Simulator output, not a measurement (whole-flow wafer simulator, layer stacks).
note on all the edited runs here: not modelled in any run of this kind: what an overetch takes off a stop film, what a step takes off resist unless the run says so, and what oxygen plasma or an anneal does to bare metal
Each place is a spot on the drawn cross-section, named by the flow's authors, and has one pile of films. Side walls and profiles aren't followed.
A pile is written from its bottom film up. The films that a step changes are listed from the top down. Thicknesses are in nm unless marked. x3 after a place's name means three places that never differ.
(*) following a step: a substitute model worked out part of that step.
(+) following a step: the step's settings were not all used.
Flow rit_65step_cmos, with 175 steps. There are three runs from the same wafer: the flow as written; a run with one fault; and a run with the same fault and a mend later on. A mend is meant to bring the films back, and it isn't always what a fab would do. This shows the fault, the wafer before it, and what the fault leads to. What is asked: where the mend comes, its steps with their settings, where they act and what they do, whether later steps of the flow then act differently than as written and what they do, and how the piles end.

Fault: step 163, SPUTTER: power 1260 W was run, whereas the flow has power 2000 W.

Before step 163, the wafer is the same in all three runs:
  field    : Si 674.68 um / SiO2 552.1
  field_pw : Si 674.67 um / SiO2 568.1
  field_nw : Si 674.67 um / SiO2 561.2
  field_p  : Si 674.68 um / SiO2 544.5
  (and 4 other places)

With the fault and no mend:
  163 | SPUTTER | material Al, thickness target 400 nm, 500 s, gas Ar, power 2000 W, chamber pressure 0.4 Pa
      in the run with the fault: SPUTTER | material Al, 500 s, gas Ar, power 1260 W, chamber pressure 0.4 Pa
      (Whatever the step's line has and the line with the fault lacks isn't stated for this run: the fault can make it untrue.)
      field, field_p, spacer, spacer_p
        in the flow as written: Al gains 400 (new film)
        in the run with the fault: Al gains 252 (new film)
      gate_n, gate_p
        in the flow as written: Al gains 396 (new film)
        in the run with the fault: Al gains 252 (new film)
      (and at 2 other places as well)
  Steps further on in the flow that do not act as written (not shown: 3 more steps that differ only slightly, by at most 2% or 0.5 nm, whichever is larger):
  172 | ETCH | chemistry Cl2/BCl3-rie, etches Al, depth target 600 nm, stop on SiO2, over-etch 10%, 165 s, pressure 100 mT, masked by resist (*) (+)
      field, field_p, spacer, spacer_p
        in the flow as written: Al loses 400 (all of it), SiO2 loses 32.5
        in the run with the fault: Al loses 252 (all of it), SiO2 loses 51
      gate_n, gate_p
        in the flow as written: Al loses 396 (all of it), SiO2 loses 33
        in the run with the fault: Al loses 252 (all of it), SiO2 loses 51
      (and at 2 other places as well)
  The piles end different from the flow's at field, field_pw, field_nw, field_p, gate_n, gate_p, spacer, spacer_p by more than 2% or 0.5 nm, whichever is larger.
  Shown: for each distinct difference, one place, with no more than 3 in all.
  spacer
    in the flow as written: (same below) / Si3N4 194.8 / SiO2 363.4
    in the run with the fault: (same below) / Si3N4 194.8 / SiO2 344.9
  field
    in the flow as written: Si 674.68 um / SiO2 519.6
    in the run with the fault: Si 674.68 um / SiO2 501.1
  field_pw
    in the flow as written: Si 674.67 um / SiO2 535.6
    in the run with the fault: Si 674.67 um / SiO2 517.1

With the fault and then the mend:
  The mend follows step 164.
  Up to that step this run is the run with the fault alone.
  164a | ETCH | chemistry al pan, depth target 290.6 nm
      field, field_p, gate_n, gate_p, spacer, spacer_p
        Al loses 252 (all of it)
      field_pw, field_nw
        Al loses 251.8 (all of it)
  164b | SPUTTER | material Al, thickness target 400 nm, 500 s, gas Ar, power 2000 W, chamber pressure 0.4 Pa (the flow's step 163 again)
      field, field_pw, field_p, spacer, spacer_p
        Al gains 400 (new film)
      gate_n, gate_p
        Al gains 396 (new film)
      field_nw
        Al gains 397.2 (new film)
  Every later step of the flow that is run acts as written at every place that is followed.
  By the end, the piles equal the flow's at every place that both follow.
